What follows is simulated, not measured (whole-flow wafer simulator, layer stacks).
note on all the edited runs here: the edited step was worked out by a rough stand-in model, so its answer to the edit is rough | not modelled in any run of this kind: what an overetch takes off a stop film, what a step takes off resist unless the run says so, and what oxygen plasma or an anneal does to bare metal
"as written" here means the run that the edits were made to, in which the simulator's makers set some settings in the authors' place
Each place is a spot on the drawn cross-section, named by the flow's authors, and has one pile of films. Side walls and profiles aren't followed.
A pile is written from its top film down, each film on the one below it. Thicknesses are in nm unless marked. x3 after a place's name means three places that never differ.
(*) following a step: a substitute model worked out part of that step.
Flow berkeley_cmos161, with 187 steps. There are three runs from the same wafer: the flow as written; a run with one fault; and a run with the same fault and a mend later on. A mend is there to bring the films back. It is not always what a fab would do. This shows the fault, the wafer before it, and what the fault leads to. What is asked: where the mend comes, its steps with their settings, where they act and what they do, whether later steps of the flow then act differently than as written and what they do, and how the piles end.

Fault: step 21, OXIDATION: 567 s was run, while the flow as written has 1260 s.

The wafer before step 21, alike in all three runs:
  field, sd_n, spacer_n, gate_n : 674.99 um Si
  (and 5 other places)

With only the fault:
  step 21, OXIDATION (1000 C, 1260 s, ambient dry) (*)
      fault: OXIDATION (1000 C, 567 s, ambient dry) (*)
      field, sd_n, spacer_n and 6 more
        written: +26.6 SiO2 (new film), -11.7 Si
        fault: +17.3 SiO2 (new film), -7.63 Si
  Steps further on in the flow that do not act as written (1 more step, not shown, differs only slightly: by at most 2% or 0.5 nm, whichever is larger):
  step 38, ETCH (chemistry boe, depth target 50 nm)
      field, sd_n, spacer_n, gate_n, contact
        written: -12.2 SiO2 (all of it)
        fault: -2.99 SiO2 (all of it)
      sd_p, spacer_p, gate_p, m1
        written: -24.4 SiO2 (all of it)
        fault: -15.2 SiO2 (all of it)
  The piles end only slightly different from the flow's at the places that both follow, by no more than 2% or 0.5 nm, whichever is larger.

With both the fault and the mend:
  The mend follows step 21.
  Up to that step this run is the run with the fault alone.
  step 21a, OXIDATION (1000 C, 693 s, ambient dry) (*) (a further turn of the flow's step 21, with different settings)
      field, sd_n, spacer_n and 6 more
        +9.21 SiO2, -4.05 Si
  Later steps of the flow that are run all act as written at every place that is followed.
  By the end, the piles equal the flow's at every place that both follow.
